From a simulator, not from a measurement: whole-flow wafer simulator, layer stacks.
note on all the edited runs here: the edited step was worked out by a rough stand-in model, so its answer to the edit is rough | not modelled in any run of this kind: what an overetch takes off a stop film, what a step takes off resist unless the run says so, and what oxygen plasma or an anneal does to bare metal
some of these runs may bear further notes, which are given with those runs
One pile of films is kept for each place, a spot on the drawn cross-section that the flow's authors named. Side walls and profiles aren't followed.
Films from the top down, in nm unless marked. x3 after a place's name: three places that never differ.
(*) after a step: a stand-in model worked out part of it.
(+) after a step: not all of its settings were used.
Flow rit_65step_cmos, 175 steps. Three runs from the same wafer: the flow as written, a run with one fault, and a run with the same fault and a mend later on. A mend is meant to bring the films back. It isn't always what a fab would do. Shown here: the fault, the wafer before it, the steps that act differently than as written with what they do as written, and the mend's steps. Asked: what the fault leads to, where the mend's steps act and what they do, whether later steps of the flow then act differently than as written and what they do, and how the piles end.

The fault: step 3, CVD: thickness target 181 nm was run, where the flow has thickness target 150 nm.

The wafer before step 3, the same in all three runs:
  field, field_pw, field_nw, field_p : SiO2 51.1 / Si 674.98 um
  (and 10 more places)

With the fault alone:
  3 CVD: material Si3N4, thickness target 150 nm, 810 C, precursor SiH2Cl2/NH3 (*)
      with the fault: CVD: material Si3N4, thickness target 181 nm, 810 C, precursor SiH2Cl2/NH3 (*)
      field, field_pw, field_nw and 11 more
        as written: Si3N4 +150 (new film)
        with the fault: Si3N4 +181 (new film)
  Later steps of the flow that act differently than as written (55 more steps differ only slightly, by at most 2% or 0.5 nm, whichever is larger, and aren't shown):
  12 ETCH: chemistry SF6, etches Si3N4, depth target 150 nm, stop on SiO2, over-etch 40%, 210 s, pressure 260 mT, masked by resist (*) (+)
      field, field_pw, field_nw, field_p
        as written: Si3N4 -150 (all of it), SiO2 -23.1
        with the fault: Si3N4 -181 (all of it), SiO2 -11.2
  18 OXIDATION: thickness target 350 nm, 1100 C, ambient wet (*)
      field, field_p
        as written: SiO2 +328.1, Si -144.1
        with the fault: SiO2 +319.5, Si -140.3
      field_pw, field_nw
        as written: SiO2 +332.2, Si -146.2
        with the fault: SiO2 +323.5, Si -142.3
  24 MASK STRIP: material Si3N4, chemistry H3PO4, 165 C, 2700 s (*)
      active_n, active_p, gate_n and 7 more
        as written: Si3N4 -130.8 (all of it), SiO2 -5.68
        with the fault: Si3N4 -161.8 (all of it), SiO2 -4.5
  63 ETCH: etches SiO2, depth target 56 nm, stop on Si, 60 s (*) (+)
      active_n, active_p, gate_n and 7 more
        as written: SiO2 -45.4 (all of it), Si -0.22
        with the fault: SiO2 -46.6 (all of it), Si -0.19
  At the end the piles differ from the flow's only slightly at the places that both follow, by at most 2% or 0.5 nm, whichever is larger.

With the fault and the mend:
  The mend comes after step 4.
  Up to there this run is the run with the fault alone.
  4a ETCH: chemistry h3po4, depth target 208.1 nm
      field, field_pw, field_nw and 11 more
        Si3N4 -181 (all of it)
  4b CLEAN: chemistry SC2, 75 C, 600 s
      changes no film at any place that is followed
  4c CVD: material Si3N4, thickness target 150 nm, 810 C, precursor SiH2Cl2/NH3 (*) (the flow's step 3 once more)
      field, field_pw, field_nw and 11 more
        Si3N4 +150 (new film)
  No later step of the flow acts differently than as written at any place that is followed.
  At the end the piles are the same as the flow's at every place that both follow.
